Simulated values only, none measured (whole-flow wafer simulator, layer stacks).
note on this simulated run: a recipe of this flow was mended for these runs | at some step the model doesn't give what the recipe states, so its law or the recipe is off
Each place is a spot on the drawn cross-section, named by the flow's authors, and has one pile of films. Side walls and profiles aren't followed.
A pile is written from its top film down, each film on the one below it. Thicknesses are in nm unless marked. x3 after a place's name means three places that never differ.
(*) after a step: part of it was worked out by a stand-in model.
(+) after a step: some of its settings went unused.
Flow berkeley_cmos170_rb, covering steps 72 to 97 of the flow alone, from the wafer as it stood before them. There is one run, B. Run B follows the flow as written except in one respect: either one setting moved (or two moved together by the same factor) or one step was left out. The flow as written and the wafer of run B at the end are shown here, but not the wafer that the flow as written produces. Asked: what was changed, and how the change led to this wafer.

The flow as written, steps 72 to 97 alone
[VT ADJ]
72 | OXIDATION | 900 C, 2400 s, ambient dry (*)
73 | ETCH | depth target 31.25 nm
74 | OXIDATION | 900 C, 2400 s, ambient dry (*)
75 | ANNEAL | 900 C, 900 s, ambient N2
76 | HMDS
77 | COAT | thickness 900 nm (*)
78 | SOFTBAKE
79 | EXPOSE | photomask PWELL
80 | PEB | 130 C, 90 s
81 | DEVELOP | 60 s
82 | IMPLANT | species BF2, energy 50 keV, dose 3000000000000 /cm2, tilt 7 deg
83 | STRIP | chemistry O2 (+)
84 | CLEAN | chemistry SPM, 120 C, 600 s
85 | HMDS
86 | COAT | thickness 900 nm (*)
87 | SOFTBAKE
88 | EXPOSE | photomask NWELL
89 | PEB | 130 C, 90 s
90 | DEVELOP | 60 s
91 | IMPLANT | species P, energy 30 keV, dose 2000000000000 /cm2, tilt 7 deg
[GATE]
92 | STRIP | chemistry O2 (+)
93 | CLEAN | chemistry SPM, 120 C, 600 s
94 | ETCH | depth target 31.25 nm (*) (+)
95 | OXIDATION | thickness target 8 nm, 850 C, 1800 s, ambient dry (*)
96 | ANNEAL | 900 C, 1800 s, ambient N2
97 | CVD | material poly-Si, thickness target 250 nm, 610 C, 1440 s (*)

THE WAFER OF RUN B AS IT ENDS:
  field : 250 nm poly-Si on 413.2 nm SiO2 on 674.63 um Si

Cause: step 73, ETCH: depth target 50 nm was run, whereas the flow has depth target 31.25 nm.

How this came from the change, step by step:
  73 | ETCH | depth target 31.25 nm
      field: -50 SiO2 (in the flow as written it would be: -31.2 SiO2)
